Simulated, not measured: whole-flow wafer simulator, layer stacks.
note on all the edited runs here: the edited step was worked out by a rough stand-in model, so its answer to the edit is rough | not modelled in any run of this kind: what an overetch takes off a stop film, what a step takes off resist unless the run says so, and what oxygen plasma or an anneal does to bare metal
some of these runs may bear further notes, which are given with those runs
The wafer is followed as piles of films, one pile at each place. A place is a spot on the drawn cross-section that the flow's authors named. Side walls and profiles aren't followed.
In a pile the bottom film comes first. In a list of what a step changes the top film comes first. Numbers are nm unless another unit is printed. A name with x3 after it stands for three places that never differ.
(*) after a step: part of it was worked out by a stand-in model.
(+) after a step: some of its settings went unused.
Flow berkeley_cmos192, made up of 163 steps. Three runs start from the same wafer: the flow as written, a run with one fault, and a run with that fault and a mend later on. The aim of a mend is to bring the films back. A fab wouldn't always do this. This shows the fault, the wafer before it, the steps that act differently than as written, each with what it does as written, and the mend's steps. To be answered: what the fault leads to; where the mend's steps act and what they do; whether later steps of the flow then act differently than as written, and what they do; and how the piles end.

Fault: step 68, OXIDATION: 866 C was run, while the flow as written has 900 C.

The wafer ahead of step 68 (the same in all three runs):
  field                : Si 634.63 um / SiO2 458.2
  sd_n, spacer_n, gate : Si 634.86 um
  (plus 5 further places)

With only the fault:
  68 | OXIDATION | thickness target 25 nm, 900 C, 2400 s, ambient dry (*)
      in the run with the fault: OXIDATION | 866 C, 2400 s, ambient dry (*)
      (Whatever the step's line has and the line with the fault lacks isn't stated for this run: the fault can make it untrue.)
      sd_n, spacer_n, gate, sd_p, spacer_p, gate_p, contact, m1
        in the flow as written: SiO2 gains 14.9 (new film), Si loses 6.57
        in the run with the fault: SiO2 gains 10.6 (new film), Si loses 4.65
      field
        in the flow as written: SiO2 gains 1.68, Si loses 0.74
        in the run with the fault: SiO2 gains 0.9, Si loses 0.39
  Later steps of the flow acting differently than as written (37 more steps, not shown, differ only slightly: by at most 2% or 0.5 nm, whichever is larger):
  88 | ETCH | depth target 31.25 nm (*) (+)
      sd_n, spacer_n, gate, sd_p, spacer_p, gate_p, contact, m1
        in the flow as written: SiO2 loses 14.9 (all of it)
        in the run with the fault: SiO2 loses 10.6 (all of it)
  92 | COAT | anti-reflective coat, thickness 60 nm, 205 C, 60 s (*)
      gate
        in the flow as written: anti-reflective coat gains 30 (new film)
        in the run with the fault: anti-reflective coat gains 30.7 (new film)
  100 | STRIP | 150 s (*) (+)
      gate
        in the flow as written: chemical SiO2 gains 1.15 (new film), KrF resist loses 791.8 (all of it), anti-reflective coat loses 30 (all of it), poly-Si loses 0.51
        in the run with the fault: chemical SiO2 gains 1.15 (new film), KrF resist loses 789.8 (all of it), anti-reflective coat loses 30.7 (all of it), poly-Si loses 0.51
  The piles end only slightly different from the flow's at the places that both follow, by no more than 2% or 0.5 nm, whichever is larger.

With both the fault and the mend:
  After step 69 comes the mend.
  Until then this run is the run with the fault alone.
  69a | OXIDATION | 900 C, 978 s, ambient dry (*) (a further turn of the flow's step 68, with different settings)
      sd_n, spacer_n, gate, sd_p, spacer_p, gate_p, contact, m1
        SiO2 gains 4.29, Si loses 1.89
      field
        SiO2 gains 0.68, Si loses 0.3
  Later steps of the flow that are run all act as written at every place that is followed, up to a difference of at most 2% or 0.5 nm, whichever is larger.
  The piles end only slightly different from the flow's at the places that both follow, by no more than 2% or 0.5 nm, whichever is larger.
